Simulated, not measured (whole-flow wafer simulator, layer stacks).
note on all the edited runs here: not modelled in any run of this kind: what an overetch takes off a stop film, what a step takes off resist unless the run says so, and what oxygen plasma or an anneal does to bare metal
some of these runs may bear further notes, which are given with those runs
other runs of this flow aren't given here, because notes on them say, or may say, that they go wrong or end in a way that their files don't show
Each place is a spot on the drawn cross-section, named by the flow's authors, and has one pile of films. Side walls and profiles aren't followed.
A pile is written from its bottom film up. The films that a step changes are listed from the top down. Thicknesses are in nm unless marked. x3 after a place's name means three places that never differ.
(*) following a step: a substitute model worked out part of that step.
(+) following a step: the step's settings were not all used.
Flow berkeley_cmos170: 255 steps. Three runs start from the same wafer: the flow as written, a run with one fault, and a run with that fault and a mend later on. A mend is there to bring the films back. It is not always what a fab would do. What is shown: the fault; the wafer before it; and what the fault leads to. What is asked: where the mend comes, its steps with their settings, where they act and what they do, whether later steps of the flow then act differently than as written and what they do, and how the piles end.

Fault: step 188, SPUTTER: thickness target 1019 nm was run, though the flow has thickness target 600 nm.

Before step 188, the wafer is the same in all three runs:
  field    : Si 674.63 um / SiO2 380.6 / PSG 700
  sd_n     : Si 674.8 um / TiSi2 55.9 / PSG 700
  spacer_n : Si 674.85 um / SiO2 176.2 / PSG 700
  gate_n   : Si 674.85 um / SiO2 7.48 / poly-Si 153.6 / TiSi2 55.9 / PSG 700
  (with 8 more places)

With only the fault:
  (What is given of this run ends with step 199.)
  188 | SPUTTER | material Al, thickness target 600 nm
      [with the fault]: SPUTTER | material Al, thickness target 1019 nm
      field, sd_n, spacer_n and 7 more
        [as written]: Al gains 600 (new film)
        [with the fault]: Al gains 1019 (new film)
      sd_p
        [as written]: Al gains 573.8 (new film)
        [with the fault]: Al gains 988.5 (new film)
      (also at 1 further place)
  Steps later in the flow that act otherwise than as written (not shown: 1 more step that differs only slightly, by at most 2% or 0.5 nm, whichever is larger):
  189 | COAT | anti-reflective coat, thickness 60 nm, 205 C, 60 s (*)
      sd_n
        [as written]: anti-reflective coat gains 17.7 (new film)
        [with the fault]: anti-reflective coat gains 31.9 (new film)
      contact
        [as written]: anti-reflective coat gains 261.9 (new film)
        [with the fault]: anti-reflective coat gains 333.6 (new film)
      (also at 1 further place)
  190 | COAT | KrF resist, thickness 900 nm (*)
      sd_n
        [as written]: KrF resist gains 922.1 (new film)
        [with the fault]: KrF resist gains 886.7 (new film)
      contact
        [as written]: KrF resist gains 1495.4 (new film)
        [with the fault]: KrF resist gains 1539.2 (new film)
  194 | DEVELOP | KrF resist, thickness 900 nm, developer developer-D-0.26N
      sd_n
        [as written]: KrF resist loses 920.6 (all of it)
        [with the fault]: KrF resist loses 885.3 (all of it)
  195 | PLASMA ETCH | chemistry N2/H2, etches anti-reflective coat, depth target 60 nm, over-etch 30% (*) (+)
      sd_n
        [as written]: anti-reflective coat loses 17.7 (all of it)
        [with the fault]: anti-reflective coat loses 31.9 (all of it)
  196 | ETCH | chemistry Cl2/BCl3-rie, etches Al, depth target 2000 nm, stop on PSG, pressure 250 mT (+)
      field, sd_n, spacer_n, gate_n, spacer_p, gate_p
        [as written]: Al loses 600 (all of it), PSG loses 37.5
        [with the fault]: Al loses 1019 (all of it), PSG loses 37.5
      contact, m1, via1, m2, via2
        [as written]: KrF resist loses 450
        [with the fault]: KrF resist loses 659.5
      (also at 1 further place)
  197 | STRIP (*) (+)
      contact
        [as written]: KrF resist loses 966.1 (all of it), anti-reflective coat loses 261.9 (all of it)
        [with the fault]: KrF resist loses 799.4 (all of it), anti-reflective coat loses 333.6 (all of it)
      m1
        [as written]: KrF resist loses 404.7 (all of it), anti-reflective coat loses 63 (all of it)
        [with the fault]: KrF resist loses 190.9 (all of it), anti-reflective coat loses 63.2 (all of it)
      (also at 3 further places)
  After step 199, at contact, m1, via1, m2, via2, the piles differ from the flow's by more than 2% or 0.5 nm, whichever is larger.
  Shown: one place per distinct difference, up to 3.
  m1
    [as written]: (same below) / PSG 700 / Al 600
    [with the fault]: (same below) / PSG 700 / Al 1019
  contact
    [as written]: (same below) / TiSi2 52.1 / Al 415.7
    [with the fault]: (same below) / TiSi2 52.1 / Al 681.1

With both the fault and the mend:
  The mend follows step 188.
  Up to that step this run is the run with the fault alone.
  188a | ETCH | chemistry al pan, depth target 1171 nm
      field, sd_n, spacer_n and 7 more
        Al loses 1019 (all of it)
      sd_p
        Al loses 988.5 (all of it)
      contact
        Al loses 681.1 (all of it)
  188b | SPUTTER | material Al, thickness target 600 nm (the flow's step 188, run once more)
      field, sd_n, spacer_n and 7 more
        Al gains 600 (new film)
      sd_p
        Al gains 573.8 (new film)
      contact
        Al gains 415.7 (new film)
  Later steps of the flow that are run all act as written at every place that is followed.
  At every place that both follow, the piles at the end match the flow's.
